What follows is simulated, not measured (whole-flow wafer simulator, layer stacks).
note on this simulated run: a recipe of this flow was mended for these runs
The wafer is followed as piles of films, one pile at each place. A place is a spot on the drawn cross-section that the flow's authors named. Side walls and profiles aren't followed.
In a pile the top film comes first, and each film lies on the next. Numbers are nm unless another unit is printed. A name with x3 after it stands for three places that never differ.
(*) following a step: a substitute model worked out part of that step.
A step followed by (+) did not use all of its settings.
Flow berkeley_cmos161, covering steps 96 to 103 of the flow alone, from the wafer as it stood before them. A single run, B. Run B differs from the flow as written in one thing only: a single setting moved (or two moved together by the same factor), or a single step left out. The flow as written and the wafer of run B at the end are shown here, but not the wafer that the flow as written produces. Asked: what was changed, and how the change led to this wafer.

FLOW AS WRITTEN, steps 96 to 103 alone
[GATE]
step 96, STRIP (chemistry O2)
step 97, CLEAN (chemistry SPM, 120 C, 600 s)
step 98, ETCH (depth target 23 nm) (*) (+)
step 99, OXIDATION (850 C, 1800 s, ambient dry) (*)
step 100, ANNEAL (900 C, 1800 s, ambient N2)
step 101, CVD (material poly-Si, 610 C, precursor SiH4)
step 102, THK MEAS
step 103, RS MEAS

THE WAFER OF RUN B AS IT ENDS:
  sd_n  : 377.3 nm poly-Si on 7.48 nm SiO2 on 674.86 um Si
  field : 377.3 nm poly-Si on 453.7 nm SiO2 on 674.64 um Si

The reason: step 101, CVD: 633 C was run, while the flow as written has 610 C.

How this came from the change, step by step:
  step 101, CVD (material poly-Si, 610 C, precursor SiH4)
      field, sd_n, spacer_n, gate_n, sd_p, spacer_p x2, contact, m1: +377.3 poly-Si (new film) (in the flow as written it would be: +249.5 poly-Si (new film))
